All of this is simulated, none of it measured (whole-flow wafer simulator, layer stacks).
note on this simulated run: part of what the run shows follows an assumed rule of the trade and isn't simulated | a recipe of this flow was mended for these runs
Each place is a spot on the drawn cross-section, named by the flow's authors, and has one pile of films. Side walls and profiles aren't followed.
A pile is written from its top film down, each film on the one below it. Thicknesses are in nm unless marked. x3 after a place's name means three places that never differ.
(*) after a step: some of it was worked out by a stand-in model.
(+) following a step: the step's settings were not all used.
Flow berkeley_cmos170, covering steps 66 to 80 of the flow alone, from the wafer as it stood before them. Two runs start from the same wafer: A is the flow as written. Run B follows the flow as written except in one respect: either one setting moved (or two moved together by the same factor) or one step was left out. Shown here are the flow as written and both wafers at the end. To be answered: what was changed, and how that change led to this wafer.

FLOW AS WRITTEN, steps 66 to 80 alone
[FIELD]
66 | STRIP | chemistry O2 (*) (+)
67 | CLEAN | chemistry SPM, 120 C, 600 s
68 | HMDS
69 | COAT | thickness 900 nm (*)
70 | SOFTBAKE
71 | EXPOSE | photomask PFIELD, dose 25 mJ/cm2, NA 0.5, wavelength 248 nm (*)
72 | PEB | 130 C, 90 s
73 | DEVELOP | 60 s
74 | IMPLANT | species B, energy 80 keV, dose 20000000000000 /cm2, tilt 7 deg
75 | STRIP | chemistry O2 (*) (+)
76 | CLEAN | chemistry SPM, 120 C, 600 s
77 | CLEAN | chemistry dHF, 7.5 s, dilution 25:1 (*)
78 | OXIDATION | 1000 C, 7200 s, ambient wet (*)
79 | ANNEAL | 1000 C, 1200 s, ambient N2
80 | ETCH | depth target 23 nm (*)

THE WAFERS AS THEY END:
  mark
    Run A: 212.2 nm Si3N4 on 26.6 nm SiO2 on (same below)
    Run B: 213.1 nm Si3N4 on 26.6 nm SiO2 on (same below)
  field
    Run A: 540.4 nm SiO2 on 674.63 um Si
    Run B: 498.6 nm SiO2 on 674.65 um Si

What caused this: step 78, OXIDATION: 988 C was run, whereas the flow has 1000 C.

How this came from the change, step by step:
  78 | OXIDATION | 1000 C, 7200 s, ambient wet (*)
      mark, spacer_n, gate_n and 7 more: A +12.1 SiO2 (new film), -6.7 Si3N4 | B +10.3 SiO2 (new film), -5.68 Si3N4
      sd_n, sd_p: A +12.1 SiO2 (new film), -6.7 Si3N4, +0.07 SiO2, -0.07 Si | B +10.3 SiO2 (new film), -5.68 Si3N4, +0.06 SiO2, -0.06 Si
      (and at 1 other place as well)
  80 | ETCH | depth target 23 nm (*)
      mark, sd_n, spacer_n and 9 more: A -12.1 SiO2 (all of it), -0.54 Si3N4 | B -10.3 SiO2 (all of it), -0.64 Si3N4
